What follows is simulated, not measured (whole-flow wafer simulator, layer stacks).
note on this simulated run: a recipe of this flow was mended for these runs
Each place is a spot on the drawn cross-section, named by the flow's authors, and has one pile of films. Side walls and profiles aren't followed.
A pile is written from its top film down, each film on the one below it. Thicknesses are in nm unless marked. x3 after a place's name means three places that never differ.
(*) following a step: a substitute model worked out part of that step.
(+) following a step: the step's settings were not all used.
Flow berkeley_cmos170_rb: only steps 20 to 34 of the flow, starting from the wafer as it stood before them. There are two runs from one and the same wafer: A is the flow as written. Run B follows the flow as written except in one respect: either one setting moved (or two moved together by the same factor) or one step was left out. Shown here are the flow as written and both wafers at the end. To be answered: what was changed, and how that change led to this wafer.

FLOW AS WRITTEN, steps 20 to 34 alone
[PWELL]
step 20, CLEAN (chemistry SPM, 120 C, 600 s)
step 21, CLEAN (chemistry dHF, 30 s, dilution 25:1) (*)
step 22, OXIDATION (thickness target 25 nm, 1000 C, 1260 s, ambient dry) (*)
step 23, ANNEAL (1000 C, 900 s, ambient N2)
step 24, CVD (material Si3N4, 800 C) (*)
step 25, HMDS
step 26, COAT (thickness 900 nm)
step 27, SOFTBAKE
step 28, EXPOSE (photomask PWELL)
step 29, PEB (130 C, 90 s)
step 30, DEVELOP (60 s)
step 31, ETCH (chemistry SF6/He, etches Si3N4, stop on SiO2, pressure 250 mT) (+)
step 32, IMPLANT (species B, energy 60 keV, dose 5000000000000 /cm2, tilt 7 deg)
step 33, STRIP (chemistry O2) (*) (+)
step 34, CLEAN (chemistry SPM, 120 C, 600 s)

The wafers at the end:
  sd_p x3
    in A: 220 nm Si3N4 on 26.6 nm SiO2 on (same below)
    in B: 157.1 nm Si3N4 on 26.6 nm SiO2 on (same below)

What caused this: step 24, CVD: 777 C was run, while the flow as written has 800 C.

The path from the change to this, step by step:
  step 24, CVD (material Si3N4, 800 C) (*)
      field x6, sd_p x3: A +220 Si3N4 (new film) | B +157.1 Si3N4 (new film)
  step 31, ETCH (chemistry SF6/He, etches Si3N4, stop on SiO2, pressure 250 mT) (+)
      field x6: A -220 Si3N4 (all of it), -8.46 SiO2 | B -157.1 Si3N4 (all of it), -8.46 SiO2
      sd_p x3: A -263 KrF-resist | B -194.7 KrF-resist
  step 33, STRIP (chemistry O2) (*) (+)
      sd_p x3: A -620 KrF-resist (all of it) | B -688.4 KrF-resist (all of it)
